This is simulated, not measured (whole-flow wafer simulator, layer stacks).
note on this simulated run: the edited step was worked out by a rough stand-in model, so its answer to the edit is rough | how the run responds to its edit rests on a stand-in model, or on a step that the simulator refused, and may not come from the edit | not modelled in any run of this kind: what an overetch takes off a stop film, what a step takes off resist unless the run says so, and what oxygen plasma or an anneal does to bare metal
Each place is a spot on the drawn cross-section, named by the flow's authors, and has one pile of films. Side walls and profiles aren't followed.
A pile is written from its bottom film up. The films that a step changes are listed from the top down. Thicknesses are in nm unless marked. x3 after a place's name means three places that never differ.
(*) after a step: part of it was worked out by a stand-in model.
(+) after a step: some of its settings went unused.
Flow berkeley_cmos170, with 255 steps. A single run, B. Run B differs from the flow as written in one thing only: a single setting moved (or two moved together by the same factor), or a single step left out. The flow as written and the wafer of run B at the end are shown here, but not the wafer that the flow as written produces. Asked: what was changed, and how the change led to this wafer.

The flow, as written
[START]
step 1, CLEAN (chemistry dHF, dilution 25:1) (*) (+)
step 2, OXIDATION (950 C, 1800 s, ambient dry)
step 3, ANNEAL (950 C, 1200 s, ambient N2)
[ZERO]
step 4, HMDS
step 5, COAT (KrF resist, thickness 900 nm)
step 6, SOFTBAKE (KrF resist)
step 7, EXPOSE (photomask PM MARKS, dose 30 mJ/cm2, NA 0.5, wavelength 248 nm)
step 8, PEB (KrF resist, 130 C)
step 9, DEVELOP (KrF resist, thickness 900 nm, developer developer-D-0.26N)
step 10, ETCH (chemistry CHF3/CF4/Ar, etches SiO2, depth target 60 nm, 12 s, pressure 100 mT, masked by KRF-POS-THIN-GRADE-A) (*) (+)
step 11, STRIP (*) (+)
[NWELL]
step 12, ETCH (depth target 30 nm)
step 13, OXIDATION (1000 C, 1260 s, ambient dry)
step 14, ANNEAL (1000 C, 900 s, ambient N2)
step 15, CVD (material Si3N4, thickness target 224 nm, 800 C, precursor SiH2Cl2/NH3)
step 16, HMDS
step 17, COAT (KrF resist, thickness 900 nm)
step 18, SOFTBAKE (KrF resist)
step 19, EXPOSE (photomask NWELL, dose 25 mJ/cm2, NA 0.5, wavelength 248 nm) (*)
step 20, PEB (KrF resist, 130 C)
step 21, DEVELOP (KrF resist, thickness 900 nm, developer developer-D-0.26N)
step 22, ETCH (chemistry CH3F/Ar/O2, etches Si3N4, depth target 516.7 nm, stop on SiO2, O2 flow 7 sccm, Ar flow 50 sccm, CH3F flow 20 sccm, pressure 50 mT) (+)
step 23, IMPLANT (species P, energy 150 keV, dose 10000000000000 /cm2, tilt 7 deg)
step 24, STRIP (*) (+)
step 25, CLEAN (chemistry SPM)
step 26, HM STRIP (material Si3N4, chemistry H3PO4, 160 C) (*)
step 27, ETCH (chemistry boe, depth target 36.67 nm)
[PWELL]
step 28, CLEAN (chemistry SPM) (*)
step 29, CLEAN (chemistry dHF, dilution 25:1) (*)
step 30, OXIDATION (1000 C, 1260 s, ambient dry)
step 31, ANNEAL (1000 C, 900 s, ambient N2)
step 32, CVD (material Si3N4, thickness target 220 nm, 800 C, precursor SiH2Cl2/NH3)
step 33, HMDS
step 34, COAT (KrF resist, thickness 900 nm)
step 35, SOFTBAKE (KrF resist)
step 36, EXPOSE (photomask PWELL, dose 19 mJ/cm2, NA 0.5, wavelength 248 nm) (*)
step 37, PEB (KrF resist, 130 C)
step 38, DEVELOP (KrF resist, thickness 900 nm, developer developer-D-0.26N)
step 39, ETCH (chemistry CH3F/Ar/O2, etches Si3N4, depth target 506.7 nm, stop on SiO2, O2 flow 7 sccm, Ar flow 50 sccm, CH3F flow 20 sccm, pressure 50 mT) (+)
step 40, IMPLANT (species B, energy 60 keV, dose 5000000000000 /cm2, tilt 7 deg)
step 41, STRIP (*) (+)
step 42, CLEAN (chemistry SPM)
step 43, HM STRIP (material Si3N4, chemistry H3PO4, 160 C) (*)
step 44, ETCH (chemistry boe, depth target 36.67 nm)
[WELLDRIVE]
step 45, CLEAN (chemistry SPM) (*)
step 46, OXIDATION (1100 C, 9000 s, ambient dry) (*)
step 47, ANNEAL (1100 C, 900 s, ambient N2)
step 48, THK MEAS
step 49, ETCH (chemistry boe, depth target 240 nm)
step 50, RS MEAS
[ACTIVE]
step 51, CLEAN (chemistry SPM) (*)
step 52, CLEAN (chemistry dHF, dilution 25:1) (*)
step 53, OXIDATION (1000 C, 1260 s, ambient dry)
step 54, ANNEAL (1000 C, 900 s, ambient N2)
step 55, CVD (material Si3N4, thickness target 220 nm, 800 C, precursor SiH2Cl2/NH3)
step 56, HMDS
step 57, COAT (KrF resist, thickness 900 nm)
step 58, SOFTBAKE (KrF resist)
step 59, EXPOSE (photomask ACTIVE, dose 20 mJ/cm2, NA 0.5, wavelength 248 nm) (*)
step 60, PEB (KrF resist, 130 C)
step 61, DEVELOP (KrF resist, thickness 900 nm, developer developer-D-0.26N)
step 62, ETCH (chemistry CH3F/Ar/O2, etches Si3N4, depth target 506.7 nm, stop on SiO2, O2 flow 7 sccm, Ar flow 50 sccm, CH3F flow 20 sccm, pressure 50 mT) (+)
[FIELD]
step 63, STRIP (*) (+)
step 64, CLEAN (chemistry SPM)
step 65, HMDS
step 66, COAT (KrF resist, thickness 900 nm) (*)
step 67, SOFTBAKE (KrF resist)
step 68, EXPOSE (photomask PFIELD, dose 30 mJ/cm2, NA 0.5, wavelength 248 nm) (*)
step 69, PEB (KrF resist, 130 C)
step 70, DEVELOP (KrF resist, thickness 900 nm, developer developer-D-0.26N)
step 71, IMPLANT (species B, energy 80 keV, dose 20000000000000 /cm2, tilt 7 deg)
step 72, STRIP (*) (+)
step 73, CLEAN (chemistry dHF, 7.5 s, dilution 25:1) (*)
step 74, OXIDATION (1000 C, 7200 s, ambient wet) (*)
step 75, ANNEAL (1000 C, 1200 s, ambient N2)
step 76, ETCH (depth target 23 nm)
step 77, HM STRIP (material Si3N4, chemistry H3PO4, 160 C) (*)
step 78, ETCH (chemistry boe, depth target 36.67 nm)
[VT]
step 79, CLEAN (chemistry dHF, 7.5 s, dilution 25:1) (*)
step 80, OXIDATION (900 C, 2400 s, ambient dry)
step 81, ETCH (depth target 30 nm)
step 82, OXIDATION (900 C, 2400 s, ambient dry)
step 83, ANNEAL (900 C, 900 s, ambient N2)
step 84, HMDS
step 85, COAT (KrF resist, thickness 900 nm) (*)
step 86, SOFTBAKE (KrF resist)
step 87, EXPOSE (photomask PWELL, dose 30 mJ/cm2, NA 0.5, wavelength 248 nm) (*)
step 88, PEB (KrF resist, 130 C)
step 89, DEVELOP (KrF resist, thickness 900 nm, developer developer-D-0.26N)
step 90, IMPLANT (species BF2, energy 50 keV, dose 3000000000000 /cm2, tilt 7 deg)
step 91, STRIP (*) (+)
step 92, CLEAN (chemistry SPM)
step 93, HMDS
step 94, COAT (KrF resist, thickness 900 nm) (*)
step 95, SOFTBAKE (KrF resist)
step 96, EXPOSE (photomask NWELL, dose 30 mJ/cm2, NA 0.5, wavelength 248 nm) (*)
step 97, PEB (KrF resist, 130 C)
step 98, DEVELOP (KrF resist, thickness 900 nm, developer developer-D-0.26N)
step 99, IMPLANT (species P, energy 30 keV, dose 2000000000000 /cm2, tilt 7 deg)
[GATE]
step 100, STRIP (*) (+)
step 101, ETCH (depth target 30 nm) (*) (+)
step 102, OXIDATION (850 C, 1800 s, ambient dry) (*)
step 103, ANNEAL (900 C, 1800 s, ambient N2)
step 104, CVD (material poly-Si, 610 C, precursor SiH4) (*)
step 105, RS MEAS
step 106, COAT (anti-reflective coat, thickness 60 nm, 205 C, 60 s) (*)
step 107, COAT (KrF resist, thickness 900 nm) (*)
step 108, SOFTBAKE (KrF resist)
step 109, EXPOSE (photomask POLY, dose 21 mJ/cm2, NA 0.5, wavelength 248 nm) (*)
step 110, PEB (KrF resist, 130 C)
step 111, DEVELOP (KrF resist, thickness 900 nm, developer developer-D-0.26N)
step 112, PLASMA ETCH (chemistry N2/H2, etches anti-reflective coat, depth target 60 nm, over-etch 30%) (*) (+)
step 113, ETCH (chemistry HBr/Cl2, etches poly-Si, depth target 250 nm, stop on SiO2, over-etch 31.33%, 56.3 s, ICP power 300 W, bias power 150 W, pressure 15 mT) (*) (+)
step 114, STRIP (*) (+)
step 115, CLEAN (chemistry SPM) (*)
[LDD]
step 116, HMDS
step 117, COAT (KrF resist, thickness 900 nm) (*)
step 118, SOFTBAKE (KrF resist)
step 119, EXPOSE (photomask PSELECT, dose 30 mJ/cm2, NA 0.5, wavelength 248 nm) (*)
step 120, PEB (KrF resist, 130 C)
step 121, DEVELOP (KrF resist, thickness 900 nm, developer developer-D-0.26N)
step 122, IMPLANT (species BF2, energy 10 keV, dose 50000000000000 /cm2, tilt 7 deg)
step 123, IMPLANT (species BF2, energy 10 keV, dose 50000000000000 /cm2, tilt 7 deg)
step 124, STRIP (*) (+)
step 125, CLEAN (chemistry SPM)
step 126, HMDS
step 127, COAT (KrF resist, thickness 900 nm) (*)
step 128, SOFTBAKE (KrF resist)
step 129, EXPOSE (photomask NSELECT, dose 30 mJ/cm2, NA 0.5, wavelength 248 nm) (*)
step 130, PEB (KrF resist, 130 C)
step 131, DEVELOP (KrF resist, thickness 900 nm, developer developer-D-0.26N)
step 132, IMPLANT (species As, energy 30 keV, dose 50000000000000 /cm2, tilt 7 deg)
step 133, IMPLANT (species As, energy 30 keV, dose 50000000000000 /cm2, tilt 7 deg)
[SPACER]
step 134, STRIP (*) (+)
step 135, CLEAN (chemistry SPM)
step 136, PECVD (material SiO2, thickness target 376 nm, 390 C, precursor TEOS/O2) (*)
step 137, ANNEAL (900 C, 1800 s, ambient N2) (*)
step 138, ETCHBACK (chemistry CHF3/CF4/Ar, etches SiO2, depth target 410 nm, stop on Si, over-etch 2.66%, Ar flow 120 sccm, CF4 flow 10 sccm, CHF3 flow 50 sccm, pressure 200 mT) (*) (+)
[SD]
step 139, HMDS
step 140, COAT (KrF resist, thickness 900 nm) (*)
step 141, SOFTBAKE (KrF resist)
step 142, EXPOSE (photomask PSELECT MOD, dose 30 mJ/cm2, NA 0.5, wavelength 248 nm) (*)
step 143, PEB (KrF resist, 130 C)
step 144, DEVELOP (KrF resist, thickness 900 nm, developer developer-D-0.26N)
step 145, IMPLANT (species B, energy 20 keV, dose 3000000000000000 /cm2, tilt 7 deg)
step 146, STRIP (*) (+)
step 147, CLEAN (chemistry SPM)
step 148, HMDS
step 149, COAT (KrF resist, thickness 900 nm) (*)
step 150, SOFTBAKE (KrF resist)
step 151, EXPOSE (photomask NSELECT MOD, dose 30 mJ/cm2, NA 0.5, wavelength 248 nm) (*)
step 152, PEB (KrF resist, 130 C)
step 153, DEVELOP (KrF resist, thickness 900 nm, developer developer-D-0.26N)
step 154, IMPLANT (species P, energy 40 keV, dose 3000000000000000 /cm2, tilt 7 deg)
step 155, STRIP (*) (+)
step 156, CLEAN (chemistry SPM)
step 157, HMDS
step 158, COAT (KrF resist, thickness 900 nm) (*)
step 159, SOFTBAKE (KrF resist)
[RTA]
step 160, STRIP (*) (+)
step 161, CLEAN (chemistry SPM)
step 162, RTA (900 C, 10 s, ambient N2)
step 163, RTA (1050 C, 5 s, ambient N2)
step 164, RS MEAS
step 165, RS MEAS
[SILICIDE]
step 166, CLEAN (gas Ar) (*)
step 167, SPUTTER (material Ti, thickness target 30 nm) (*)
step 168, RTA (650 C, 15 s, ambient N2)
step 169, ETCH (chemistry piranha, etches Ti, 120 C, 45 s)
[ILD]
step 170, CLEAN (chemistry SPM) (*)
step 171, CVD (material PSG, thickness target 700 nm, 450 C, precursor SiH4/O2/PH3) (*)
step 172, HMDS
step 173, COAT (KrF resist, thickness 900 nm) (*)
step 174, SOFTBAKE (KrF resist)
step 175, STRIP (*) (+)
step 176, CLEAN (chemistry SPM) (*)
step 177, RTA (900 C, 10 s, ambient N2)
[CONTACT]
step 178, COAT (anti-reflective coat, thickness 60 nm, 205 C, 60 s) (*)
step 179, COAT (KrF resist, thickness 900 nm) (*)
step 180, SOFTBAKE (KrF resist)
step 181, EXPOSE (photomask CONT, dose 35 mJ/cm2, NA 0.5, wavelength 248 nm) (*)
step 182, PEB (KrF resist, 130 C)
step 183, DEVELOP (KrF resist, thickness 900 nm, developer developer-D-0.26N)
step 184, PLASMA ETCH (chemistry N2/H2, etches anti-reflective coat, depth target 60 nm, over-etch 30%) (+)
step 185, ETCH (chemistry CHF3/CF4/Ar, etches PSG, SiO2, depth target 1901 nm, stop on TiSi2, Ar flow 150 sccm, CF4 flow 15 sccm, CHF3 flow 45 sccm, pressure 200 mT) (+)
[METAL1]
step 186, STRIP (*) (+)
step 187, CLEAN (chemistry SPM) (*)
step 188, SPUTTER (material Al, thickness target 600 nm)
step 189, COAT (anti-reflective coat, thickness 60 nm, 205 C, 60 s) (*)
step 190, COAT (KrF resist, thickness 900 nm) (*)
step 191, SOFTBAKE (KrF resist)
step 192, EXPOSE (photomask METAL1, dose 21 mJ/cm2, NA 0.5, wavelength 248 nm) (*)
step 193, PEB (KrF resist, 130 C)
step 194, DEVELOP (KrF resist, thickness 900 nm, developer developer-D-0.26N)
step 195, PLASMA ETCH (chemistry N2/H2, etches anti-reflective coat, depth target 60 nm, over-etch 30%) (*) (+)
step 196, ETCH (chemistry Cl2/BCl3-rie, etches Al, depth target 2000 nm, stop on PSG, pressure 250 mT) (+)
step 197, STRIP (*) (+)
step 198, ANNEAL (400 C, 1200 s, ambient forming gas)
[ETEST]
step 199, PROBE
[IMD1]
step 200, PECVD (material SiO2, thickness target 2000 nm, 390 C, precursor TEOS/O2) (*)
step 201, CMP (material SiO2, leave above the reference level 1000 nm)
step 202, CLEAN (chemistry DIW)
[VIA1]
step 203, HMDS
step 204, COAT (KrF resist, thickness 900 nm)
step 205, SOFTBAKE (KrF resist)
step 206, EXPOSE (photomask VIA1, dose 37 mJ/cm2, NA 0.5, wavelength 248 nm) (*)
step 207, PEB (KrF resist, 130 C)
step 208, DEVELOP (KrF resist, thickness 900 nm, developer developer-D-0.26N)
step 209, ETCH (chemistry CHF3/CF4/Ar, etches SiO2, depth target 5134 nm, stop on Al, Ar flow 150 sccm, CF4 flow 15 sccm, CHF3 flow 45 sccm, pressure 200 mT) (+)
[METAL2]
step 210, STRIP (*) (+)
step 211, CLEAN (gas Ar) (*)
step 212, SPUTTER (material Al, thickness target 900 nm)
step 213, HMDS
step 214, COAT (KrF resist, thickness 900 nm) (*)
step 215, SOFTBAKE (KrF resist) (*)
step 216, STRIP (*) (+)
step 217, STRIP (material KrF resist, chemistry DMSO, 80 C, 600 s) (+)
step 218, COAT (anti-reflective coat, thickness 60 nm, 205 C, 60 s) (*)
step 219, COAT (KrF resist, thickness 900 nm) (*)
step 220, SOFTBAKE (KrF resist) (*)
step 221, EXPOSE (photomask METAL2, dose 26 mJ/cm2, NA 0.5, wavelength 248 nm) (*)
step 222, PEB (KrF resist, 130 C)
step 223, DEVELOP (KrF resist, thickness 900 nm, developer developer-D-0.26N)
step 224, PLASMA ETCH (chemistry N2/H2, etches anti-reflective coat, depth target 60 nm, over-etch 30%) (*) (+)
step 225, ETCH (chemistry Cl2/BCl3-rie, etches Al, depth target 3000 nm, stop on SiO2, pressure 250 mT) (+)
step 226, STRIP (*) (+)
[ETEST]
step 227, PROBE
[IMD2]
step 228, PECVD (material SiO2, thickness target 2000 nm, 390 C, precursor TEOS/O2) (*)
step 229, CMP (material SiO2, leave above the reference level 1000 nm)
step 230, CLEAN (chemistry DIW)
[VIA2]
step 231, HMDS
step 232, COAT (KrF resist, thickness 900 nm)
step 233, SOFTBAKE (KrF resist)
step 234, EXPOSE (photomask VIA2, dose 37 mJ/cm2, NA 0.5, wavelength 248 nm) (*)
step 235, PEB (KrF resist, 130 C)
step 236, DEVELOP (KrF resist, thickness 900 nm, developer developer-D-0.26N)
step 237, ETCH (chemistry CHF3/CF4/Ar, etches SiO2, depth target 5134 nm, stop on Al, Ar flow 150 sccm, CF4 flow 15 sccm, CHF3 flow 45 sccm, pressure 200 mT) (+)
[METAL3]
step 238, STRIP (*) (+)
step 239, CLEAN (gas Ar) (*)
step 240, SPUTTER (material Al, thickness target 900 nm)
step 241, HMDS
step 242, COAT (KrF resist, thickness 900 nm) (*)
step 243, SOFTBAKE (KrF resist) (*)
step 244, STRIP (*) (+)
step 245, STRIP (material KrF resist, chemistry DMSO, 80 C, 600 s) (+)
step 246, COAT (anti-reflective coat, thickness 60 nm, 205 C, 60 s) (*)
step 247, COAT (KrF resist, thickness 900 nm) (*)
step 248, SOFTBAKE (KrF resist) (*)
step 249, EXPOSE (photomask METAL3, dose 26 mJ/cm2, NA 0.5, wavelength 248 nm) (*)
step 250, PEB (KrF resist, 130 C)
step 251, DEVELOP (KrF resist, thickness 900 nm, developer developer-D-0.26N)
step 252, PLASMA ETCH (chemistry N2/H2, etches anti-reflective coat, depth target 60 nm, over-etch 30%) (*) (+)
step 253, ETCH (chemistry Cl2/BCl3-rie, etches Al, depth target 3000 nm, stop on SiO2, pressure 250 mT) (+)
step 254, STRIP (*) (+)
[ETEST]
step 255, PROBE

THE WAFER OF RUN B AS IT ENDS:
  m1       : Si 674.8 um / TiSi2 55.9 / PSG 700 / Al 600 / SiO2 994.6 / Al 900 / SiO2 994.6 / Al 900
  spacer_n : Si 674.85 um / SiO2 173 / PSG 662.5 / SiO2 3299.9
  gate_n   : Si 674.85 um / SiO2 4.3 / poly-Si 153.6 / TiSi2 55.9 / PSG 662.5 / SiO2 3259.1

Cause: step 102, OXIDATION: 634 s was run, while the flow as written has 1800 s.

How this came from the change, step by step:
  step 102, OXIDATION (850 C, 1800 s, ambient dry) (*)
      sd_n, spacer_n, gate_n and 8 more: SiO2 gains 4.3 (new film), Si loses 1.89 (in the flow as written it would be: SiO2 gains 7.48 (new film), Si loses 3.29)
